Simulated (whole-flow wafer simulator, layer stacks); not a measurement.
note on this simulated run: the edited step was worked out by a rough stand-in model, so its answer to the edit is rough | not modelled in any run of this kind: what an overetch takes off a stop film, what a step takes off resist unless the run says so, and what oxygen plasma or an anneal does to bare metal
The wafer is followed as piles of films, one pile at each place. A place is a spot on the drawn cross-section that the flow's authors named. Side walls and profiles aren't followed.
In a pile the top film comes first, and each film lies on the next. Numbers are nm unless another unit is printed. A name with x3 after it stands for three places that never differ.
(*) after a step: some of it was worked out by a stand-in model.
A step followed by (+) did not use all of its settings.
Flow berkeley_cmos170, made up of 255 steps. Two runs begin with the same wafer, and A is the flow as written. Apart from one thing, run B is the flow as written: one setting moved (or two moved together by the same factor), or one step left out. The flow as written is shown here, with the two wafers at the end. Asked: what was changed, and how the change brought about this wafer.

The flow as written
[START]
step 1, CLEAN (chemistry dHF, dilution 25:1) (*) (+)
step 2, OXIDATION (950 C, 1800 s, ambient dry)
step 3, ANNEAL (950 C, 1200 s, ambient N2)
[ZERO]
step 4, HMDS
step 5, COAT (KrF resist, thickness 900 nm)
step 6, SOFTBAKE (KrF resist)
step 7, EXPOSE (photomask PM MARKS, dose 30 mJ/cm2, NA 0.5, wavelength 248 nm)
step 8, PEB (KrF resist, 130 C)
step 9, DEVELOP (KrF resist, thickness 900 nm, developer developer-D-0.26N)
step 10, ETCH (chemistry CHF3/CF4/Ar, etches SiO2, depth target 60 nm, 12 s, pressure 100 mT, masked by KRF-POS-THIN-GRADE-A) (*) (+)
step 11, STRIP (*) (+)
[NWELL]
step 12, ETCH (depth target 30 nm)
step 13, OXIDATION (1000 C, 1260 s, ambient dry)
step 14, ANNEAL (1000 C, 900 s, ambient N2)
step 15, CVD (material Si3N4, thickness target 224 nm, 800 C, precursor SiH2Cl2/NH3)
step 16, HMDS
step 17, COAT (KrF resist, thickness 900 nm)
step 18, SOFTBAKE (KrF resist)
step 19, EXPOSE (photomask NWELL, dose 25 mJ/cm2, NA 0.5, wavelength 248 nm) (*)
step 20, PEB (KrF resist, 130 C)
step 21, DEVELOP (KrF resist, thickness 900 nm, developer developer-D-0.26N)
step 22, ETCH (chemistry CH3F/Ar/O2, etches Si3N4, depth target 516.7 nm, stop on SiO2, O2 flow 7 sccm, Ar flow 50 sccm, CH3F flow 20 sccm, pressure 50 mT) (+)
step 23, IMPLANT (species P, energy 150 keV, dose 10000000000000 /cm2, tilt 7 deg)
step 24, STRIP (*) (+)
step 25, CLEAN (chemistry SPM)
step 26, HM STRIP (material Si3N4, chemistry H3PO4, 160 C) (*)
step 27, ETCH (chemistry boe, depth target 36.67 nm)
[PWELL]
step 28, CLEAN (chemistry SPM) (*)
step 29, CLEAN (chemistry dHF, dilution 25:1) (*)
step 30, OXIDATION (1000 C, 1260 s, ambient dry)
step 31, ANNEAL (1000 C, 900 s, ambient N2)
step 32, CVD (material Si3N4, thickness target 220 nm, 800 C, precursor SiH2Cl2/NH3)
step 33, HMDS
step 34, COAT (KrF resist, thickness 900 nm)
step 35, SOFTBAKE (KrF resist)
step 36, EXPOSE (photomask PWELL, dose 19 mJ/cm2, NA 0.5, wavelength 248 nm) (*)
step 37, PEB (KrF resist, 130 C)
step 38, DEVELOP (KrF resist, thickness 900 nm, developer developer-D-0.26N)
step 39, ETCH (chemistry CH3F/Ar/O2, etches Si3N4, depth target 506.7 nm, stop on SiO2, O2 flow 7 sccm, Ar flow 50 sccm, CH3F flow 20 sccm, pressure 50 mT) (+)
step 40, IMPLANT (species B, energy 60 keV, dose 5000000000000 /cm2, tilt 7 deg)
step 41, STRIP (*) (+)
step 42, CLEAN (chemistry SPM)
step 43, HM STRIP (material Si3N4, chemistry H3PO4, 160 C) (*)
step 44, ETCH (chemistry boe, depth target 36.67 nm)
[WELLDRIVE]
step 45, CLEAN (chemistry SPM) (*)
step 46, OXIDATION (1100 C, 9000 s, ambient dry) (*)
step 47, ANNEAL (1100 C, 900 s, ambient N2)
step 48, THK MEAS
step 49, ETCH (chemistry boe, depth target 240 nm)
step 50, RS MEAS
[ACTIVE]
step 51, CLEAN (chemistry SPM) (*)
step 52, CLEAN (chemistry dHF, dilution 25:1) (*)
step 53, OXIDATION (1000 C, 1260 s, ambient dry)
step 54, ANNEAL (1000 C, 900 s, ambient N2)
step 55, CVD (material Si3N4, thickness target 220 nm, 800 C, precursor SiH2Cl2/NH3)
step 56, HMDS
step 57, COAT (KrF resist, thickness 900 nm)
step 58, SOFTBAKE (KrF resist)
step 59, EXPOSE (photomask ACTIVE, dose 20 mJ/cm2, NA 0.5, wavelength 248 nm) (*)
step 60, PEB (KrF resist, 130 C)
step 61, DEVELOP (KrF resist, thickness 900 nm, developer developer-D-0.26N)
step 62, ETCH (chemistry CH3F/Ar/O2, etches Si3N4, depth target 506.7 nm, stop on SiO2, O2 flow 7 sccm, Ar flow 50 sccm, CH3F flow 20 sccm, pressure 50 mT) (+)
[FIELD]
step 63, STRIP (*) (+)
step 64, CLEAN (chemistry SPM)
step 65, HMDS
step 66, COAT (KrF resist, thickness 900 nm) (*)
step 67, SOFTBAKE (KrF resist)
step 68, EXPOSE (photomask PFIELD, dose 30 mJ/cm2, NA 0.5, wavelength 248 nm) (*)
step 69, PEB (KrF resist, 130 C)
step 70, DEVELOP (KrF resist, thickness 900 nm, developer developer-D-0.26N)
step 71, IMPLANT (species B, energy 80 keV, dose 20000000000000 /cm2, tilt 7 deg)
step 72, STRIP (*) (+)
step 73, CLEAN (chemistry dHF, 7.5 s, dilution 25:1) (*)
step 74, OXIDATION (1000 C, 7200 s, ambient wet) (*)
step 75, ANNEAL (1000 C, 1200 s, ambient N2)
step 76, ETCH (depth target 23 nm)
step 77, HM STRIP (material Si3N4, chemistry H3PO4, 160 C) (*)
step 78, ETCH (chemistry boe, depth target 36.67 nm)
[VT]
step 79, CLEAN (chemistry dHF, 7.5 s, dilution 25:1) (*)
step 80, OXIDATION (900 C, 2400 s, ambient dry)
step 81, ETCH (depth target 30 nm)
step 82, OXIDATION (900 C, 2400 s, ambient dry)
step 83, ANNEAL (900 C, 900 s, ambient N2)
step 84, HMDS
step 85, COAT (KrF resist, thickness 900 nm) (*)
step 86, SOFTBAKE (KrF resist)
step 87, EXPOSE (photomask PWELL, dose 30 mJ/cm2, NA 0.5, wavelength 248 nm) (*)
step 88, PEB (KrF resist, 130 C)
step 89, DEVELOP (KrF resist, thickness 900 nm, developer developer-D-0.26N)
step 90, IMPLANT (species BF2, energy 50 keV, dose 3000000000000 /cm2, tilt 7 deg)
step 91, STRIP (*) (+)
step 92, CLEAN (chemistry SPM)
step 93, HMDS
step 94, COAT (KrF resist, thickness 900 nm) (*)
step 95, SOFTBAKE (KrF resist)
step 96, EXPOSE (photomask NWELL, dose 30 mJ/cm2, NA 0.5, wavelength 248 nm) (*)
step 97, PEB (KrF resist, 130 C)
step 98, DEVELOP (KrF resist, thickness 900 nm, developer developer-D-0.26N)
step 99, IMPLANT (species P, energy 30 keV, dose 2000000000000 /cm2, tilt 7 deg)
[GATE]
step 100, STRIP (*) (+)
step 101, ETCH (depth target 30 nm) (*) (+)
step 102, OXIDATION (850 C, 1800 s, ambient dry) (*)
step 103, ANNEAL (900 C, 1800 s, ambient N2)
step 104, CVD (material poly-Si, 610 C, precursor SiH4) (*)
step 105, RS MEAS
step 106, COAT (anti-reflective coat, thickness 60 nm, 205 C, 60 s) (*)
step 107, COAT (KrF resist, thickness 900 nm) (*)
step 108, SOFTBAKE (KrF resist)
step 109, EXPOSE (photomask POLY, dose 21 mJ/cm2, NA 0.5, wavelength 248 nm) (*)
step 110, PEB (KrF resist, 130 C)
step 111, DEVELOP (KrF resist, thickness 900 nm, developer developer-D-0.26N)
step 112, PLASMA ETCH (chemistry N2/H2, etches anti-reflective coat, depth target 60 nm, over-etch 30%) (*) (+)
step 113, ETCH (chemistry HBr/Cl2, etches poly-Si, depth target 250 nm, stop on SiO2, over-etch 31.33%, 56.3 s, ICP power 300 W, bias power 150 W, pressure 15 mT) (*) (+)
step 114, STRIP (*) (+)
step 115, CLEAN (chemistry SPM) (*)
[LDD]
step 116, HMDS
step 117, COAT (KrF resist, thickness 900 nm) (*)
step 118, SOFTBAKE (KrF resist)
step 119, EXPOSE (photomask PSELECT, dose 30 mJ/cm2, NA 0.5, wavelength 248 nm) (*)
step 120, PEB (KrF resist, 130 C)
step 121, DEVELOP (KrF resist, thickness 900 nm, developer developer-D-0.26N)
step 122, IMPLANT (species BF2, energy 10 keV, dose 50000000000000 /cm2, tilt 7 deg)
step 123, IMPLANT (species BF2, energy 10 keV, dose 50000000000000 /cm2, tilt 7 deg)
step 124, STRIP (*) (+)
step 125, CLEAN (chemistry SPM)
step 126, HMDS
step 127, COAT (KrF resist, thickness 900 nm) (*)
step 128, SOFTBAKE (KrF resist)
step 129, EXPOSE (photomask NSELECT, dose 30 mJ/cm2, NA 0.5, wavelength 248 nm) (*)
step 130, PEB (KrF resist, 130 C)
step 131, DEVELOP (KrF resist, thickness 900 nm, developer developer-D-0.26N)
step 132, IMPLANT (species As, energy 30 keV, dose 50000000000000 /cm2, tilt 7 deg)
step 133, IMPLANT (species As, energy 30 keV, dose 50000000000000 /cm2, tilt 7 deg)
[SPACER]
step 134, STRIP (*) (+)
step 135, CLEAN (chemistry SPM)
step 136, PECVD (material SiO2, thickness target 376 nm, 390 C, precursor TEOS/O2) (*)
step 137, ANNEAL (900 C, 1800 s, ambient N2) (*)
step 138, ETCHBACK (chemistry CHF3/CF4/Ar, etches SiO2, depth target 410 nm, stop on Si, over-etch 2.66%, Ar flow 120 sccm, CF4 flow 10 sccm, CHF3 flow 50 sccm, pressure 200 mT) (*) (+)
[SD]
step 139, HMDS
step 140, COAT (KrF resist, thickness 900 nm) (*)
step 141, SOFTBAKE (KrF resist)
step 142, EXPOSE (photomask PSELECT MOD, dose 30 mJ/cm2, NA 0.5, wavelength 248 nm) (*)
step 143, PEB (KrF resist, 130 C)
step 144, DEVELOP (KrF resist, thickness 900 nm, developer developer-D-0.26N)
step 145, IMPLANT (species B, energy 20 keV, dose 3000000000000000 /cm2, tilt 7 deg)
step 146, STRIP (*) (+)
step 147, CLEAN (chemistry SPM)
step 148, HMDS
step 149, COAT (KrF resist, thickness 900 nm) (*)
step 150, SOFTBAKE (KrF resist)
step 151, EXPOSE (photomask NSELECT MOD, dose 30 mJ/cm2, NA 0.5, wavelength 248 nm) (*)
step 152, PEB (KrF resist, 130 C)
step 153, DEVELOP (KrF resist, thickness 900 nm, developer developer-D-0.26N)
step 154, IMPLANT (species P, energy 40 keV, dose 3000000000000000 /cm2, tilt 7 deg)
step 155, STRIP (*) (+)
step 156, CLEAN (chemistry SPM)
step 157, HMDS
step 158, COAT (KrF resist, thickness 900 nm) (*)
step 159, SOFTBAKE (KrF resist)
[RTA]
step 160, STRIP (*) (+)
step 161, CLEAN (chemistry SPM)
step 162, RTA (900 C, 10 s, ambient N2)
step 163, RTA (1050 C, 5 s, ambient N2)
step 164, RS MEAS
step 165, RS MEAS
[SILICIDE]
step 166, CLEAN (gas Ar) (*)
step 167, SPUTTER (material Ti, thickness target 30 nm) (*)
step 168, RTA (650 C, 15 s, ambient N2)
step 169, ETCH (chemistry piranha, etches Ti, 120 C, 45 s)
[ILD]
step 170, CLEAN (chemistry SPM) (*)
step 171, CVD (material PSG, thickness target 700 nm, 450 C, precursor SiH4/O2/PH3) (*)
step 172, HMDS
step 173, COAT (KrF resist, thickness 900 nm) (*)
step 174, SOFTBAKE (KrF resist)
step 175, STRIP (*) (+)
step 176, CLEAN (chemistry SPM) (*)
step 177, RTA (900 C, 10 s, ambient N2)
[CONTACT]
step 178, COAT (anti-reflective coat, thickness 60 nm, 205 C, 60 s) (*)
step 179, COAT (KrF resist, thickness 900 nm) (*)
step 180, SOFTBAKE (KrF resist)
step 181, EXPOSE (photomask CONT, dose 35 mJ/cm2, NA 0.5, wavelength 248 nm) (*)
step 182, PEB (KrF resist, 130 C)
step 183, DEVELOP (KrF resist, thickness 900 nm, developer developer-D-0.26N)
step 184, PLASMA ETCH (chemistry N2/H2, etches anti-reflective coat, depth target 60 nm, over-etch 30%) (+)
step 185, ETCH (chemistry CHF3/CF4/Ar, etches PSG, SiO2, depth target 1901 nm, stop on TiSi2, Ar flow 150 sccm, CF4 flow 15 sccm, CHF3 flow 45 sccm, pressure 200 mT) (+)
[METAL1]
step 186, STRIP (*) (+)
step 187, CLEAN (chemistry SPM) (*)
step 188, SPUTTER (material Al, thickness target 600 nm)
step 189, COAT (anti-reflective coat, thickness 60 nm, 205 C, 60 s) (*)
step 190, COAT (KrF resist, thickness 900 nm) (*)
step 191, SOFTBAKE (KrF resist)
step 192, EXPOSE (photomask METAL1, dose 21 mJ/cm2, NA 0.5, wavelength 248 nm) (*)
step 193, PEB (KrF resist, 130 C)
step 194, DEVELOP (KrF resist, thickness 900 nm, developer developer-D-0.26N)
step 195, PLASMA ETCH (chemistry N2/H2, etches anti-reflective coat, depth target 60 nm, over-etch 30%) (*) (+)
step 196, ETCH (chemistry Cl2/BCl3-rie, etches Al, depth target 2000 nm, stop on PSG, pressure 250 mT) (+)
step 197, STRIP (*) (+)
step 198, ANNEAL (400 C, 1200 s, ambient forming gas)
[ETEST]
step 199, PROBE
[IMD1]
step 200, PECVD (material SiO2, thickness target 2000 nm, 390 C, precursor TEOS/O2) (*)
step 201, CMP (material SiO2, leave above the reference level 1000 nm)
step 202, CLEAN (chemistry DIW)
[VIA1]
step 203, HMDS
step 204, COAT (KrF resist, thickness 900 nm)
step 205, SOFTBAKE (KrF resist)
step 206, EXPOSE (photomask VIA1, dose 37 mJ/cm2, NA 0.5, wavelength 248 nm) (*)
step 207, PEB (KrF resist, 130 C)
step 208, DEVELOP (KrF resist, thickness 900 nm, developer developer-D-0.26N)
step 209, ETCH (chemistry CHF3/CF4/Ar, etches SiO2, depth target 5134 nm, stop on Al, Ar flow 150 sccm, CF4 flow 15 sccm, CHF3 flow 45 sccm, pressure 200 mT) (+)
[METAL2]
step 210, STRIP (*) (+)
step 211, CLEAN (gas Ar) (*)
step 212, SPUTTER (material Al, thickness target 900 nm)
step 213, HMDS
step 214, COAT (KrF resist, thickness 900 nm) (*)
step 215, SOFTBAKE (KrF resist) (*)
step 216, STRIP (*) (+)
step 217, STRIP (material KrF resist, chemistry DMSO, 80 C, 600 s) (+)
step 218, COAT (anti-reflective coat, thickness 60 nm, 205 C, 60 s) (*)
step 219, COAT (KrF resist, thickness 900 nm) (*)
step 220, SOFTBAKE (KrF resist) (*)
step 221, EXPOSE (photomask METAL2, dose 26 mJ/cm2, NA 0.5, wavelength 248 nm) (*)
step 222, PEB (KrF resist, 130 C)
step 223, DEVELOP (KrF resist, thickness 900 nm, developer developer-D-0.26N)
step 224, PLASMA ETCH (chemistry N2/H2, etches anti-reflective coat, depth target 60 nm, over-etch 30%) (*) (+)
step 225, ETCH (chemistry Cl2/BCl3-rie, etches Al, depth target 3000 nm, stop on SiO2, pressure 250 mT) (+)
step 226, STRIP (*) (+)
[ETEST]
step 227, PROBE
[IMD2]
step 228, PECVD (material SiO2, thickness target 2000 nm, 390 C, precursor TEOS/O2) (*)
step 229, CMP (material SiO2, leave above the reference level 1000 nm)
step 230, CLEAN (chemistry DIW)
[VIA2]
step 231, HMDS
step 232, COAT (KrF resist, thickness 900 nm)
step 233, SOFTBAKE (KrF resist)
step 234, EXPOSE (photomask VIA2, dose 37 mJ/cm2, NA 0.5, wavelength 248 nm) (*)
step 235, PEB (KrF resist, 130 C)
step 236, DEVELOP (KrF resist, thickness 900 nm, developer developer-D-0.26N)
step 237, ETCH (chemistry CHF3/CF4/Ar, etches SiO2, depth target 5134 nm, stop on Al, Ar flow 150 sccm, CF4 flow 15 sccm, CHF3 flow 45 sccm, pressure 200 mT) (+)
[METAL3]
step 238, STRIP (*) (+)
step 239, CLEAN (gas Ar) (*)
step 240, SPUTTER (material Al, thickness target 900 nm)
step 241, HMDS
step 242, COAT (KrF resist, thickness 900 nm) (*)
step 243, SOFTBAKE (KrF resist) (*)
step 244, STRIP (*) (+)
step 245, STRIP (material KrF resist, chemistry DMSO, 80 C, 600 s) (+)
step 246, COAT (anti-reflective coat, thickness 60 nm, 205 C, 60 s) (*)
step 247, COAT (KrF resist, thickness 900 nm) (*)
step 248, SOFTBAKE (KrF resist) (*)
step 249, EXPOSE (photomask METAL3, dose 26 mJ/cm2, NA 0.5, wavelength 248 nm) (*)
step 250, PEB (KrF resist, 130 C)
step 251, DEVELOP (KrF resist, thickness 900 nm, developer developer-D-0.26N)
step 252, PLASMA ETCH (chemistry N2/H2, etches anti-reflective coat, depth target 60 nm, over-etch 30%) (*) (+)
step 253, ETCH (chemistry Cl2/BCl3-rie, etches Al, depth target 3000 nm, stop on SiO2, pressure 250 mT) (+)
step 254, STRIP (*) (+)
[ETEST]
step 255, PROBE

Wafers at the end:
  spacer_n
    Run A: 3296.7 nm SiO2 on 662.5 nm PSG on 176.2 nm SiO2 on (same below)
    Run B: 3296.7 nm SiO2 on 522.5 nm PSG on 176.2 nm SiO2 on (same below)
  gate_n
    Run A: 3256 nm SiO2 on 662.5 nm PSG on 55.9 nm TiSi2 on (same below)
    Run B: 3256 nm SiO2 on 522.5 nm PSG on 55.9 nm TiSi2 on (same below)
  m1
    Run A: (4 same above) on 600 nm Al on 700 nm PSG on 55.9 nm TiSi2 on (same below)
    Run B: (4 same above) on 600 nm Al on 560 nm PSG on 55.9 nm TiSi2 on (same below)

The reason: step 171, CVD: thickness target 560 nm was run, though the flow has thickness target 700 nm.
The wafer itself shows it: m1 has PSG 560, and step 171 as written asks for 700 nm.

The path from the change to this, step by step:
  step 171, CVD (material PSG, thickness target 700 nm, 450 C, precursor SiH4/O2/PH3) (*)
      field, sd_n, spacer_n and 9 more: A PSG gains 700 (new film) | B PSG gains 560 (new film)
  step 185, ETCH (chemistry CHF3/CF4/Ar, etches PSG, SiO2, depth target 1901 nm, stop on TiSi2, Ar flow 150 sccm, CF4 flow 15 sccm, CHF3 flow 45 sccm, pressure 200 mT) (+)
      field, sd_n, spacer_n and 8 more: A KrF resist loses 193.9 | B KrF resist loses 158.9
      contact: A PSG loses 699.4 (all of it), TiSi2 loses 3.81 | B PSG loses 559.4 (all of it), TiSi2 loses 3.81
  step 186, STRIP (*) (+)
      field: A KrF resist loses 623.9 (all of it), anti-reflective coat loses 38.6 (all of it) | B KrF resist loses 659.5 (all of it), anti-reflective coat loses 38 (all of it)
      sd_n: A KrF resist loses 643.8 (all of it), anti-reflective coat loses 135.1 (all of it) | B KrF resist loses 680.2 (all of it), anti-reflective coat loses 133.8 (all of it)
      (also at 9 further places)
  step 188, SPUTTER (material Al, thickness target 600 nm)
      contact: A Al gains 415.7 (new film) | B Al gains 451.7 (new film)
  step 189, COAT (anti-reflective coat, thickness 60 nm, 205 C, 60 s) (*)
      sd_n: A anti-reflective coat gains 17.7 (new film) | B anti-reflective coat gains 26.1 (new film)
      spacer_n: A anti-reflective coat gains 41.9 (new film) | B anti-reflective coat gains 41 (new film)
      (also at 1 further place)
  step 190, COAT (KrF resist, thickness 900 nm) (*)
      contact: A KrF resist gains 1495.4 (new film) | B KrF resist gains 1366.4 (new film)
  step 195, PLASMA ETCH (chemistry N2/H2, etches anti-reflective coat, depth target 60 nm, over-etch 30%) (*) (+)
      sd_n: A anti-reflective coat loses 17.7 (all of it) | B anti-reflective coat loses 26.1 (all of it)
      spacer_n: A anti-reflective coat loses 41.9 (all of it) | B anti-reflective coat loses 41 (all of it)
  step 197, STRIP (*) (+)
      contact: A KrF resist loses 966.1 (all of it), anti-reflective coat loses 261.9 (all of it) | B KrF resist loses 837.5 (all of it), anti-reflective coat loses 224 (all of it)
  step 201, CMP (material SiO2, leave above the reference level 1000 nm)
      contact: A SiO2 loses 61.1 | B SiO2 loses 256.4
